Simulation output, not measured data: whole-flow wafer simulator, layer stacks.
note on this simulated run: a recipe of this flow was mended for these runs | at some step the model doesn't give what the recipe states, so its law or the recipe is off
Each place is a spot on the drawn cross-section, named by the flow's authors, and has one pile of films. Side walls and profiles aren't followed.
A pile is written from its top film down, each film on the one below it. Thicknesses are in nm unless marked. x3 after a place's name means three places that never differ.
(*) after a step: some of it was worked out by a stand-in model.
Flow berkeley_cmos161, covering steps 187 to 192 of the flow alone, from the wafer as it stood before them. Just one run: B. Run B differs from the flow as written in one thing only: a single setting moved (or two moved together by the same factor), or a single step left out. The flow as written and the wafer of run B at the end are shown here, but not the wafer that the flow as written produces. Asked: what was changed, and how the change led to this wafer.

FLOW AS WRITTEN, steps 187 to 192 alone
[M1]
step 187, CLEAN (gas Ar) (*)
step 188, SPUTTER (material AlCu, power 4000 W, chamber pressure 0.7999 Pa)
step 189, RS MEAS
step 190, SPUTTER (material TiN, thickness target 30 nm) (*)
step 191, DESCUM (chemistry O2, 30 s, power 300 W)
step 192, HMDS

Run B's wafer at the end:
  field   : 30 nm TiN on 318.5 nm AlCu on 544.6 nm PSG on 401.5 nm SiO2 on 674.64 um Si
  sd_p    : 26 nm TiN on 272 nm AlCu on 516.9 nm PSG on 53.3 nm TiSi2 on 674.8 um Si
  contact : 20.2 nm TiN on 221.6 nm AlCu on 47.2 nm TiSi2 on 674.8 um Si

The reason: step 188, SPUTTER: power 4640 W was run, while the flow as written has power 4000 W.

How this came from the change, step by step:
  step 188, SPUTTER (material AlCu, power 4000 W, chamber pressure 0.7999 Pa)
      field, sd_n, spacer_n, gate_n, spacer_p, gate_p, m1: AlCu gains 318.5 (new film) (in the flow as written it would be: AlCu gains 275.8 (new film))
      sd_p: AlCu gains 272 (new film) (in the flow as written it would be: AlCu gains 235.4 (new film))
      (as well as at 1 more place)
